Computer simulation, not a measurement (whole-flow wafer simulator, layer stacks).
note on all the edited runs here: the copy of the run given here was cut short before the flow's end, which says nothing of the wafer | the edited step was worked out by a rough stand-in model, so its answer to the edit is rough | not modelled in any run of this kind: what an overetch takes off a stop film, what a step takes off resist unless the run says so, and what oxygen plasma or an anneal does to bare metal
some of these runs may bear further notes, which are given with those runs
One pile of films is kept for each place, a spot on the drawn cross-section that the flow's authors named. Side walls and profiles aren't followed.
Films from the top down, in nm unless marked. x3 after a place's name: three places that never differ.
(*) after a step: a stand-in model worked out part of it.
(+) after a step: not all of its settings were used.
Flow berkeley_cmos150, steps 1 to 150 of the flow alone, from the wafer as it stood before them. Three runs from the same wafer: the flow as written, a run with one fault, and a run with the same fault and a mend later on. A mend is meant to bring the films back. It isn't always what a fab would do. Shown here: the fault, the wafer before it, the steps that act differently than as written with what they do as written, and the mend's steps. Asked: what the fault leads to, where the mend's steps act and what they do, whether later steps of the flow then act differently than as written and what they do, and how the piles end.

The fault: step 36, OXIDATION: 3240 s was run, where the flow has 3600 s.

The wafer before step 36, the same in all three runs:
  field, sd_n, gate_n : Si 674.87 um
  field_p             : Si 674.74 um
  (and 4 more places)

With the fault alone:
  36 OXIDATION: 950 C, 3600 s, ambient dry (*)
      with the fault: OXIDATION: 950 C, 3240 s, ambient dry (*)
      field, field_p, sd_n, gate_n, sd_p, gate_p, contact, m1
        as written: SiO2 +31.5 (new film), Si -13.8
        with the fault: SiO2 +29.4 (new film), Si -12.9
  Later steps of the flow that act differently than as written (21 more steps differ only slightly, by at most 2% or 0.5 nm, whichever is larger, and aren't shown):
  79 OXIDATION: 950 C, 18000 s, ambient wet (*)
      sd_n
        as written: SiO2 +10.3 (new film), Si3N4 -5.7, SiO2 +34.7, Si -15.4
        with the fault: SiO2 +10.3 (new film), Si3N4 -5.7, SiO2 +32.5, Si -14.5
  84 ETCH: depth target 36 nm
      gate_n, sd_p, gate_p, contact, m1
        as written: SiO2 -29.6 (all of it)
        with the fault: SiO2 -27.5 (all of it)
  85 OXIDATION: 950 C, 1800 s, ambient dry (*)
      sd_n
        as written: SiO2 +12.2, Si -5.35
        with the fault: SiO2 +13, Si -5.71
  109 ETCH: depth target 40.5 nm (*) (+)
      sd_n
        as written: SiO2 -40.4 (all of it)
        with the fault: SiO2 -37 (all of it)
  At the end the piles differ from the flow's only slightly at the places that both follow, by at most 2% or 0.5 nm, whichever is larger.

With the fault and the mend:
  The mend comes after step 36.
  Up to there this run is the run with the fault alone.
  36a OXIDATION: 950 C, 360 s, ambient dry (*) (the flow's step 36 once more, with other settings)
      field, field_p, sd_n, gate_n, sd_p, gate_p, contact, m1
        SiO2 +2.21, Si -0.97
  No later step of the flow acts differently than as written, at any place that is followed, by more than 2% or 0.5 nm, whichever is larger.
  At the end the piles differ from the flow's only slightly at the places that both follow, by at most 2% or 0.5 nm, whichever is larger.
